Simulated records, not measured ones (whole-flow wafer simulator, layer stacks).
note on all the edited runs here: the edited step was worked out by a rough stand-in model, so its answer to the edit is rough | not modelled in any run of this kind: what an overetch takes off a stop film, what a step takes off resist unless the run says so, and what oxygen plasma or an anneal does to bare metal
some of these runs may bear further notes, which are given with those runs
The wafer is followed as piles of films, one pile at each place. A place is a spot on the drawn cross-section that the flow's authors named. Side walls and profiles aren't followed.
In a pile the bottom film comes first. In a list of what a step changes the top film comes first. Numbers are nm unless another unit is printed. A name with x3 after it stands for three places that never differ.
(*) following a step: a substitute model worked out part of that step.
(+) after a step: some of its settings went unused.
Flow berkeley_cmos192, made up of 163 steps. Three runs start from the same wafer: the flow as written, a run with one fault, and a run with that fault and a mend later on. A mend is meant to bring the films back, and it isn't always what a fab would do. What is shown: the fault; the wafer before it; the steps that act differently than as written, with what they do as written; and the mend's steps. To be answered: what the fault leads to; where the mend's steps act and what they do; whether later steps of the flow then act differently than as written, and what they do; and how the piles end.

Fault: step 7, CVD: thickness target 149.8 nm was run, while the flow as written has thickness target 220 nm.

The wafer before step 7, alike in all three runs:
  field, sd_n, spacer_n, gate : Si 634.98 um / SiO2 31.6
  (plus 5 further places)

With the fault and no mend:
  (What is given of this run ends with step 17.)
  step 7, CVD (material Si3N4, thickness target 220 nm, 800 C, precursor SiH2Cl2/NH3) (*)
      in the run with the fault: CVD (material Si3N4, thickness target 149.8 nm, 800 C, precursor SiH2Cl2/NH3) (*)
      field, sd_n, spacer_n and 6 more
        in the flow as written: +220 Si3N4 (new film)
        in the run with the fault: +149.8 Si3N4 (new film)
  Later steps of the flow acting differently than as written:
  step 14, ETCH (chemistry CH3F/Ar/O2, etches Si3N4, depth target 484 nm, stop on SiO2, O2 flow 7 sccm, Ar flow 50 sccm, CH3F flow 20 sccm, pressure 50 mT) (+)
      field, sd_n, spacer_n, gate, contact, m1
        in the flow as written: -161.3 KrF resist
        in the run with the fault: -114.5 KrF resist
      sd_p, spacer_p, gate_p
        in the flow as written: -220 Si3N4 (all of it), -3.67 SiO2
        in the run with the fault: -149.8 Si3N4 (all of it), -3.67 SiO2
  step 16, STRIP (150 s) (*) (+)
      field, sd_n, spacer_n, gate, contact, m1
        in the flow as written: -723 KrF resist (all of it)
        in the run with the fault: -769.8 KrF resist (all of it)
  Once step 17 is done, the piles at field, sd_n, spacer_n, gate, contact, m1 depart from the flow's by more than 2% or 0.5 nm, whichever is larger.
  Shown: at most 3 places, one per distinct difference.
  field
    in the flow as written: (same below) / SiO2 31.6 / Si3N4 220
    in the run with the fault: (same below) / SiO2 31.6 / Si3N4 149.8

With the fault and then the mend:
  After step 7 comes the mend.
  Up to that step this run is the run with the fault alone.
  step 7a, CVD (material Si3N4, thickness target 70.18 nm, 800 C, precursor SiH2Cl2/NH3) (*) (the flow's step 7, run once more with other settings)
      field, sd_n, spacer_n and 6 more
        +70.2 Si3N4
  Later steps of the flow that are run all act as written at every place that is followed.
  By the end, the piles equal the flow's at every place that both follow.
